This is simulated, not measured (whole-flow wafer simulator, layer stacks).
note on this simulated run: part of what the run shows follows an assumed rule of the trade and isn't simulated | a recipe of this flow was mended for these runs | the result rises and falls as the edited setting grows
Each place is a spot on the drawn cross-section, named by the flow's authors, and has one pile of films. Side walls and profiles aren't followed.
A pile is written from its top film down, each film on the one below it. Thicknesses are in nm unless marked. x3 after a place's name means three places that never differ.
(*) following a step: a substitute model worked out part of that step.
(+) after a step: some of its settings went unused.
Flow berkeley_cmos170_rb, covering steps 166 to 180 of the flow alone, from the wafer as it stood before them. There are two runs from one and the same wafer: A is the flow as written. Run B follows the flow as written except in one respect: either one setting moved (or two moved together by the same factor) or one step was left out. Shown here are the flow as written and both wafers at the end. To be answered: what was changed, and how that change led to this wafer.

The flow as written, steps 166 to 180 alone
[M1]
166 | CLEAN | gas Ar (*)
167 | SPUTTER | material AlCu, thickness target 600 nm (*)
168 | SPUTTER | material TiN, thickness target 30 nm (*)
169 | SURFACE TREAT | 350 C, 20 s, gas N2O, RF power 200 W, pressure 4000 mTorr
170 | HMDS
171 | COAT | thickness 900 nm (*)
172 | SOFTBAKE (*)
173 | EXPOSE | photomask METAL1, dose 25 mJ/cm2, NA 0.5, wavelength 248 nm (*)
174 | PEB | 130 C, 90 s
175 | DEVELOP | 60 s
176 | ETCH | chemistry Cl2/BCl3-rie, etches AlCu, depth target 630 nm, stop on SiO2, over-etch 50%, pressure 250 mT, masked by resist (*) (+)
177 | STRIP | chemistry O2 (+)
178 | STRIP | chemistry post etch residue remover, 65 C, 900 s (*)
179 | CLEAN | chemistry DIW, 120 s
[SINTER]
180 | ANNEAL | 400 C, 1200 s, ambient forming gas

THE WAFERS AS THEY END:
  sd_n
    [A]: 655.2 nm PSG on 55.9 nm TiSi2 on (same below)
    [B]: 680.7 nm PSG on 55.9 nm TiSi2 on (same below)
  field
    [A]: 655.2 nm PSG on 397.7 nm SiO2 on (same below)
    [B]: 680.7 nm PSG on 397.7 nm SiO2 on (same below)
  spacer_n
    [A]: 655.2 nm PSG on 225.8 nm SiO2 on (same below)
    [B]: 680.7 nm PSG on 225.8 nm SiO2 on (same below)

What caused this: step 176, ETCH: depth target 494 nm was run, though the flow has depth target 630 nm.

The path from the change to this, step by step:
  176 | ETCH | chemistry Cl2/BCl3-rie, etches AlCu, depth target 630 nm, stop on SiO2, over-etch 50%, pressure 250 mT, masked by resist (*) (+)
      field, sd_n, spacer_n, gate, spacer_p, gate_p: A TiN loses 30 (all of it), AlCu loses 600 (all of it), PSG loses 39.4 | B TiN loses 30 (all of it), AlCu loses 600 (all of it), PSG loses 13.9
      contact, m1: A KrF-resist loses 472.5 | B KrF-resist loses 435.8
      (and at 1 other place as well)
  177 | STRIP | chemistry O2 (+)
      contact: A KrF-resist loses 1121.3 (all of it) | B KrF-resist loses 1158 (all of it)
      m1: A KrF-resist loses 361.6 (all of it) | B KrF-resist loses 398.3 (all of it)
